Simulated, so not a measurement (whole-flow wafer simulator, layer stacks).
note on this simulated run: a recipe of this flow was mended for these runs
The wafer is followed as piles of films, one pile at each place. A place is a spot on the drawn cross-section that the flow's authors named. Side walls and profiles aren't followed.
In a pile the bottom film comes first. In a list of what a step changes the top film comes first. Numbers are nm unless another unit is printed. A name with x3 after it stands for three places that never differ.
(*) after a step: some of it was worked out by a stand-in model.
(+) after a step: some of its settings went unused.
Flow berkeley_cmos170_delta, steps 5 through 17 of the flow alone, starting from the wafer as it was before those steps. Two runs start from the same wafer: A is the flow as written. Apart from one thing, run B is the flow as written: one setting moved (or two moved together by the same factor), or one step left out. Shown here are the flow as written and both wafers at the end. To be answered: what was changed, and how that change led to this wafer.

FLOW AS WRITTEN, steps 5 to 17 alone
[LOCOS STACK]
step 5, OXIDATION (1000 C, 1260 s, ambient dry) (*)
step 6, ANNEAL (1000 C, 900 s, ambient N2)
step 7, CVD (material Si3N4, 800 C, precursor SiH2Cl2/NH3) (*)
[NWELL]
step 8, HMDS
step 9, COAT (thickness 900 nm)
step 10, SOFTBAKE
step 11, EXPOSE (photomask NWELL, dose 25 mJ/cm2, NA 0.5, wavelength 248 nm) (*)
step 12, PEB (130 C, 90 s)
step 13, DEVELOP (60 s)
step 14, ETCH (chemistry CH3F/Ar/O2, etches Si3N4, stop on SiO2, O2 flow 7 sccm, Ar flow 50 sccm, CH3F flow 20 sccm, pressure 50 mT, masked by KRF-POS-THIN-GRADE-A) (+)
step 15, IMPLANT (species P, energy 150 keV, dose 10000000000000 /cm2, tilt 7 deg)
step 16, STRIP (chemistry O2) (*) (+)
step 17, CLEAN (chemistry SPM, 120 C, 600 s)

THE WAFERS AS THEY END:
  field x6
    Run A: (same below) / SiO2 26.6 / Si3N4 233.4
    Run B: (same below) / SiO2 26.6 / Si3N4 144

The reason: step 7, CVD: 768 C was run, though the flow has 800 C.

Step by step, how the change led to this:
  step 7, CVD (material Si3N4, 800 C, precursor SiH2Cl2/NH3) (*)
      field x6, sd_p x3: A +233.4 Si3N4 (new film) | B +144 Si3N4 (new film)
  step 14, ETCH (chemistry CH3F/Ar/O2, etches Si3N4, stop on SiO2, O2 flow 7 sccm, Ar flow 50 sccm, CH3F flow 20 sccm, pressure 50 mT, masked by KRF-POS-THIN-GRADE-A) (+)
      field x6: A -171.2 KrF-resist | B -111.6 KrF-resist
      sd_p x3: A -233.4 Si3N4 (all of it), -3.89 SiO2 | B -144 Si3N4 (all of it), -3.89 SiO2
  step 16, STRIP (chemistry O2) (*) (+)
      field x6: A -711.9 KrF-resist (all of it) | B -771.5 KrF-resist (all of it)
